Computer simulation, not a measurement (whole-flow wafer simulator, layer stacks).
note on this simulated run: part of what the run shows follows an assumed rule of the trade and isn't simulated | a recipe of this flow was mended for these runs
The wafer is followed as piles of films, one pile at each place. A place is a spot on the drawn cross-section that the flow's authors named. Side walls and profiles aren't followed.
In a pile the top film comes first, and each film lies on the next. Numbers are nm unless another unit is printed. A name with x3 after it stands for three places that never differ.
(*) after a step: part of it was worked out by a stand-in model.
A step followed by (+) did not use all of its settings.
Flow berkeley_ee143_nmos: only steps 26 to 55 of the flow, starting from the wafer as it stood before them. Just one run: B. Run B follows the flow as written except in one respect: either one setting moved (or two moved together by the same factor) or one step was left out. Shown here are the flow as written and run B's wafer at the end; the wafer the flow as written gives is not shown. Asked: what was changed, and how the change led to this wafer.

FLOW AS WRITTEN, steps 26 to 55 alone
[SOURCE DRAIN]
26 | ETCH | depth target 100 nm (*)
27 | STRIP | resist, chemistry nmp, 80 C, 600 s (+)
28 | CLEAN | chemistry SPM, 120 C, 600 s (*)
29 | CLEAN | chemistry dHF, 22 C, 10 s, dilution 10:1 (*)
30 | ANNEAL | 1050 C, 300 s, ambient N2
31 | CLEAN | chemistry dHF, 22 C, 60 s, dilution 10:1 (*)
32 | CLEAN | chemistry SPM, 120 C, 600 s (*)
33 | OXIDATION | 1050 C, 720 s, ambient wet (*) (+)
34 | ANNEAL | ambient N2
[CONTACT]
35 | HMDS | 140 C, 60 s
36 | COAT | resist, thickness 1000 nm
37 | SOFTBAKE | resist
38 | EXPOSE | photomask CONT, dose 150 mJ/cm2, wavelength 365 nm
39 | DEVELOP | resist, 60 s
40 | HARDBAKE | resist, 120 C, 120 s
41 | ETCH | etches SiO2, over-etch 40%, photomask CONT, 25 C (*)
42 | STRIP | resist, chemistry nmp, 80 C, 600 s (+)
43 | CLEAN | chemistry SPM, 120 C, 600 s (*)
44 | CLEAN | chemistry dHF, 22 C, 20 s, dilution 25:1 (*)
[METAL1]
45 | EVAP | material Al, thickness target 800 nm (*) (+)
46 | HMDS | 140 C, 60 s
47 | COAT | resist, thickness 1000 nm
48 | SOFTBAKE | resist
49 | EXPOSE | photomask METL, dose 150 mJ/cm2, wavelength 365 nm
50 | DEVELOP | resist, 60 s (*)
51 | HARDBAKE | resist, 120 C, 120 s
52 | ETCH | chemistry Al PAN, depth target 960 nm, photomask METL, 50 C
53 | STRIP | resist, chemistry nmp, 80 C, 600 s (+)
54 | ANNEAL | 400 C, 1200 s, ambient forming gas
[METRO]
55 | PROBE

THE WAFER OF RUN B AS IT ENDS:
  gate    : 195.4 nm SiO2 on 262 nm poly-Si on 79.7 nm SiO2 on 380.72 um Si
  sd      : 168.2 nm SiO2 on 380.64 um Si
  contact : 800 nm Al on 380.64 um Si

Cause: step 33, OXIDATION: 630 s was run, while the flow as written has 720 s.

Step by step, how the change led to this:
  33 | OXIDATION | 1050 C, 720 s, ambient wet (*) (+)
      sd, contact: SiO2 gains 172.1 (new film), chemical SiO2 loses 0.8 (all of it), Si loses 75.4 (it would be, as written: SiO2 gains 189.4 (new film), chemical SiO2 loses 0.8 (all of it), Si loses 83)
      gate: SiO2 gains 199.2 (new film), chemical SiO2 loses 0.8 (all of it), poly-Si loses 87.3 (it would be, as written: SiO2 gains 217.6 (new film), chemical SiO2 loses 0.8 (all of it), poly-Si loses 95.4)
      (as well as at 1 more place)
  41 | ETCH | etches SiO2, over-etch 40%, photomask CONT, 25 C (*)
      contact: SiO2 loses 172.1 (all of it) (it would be, as written: SiO2 loses 189.4 (all of it))
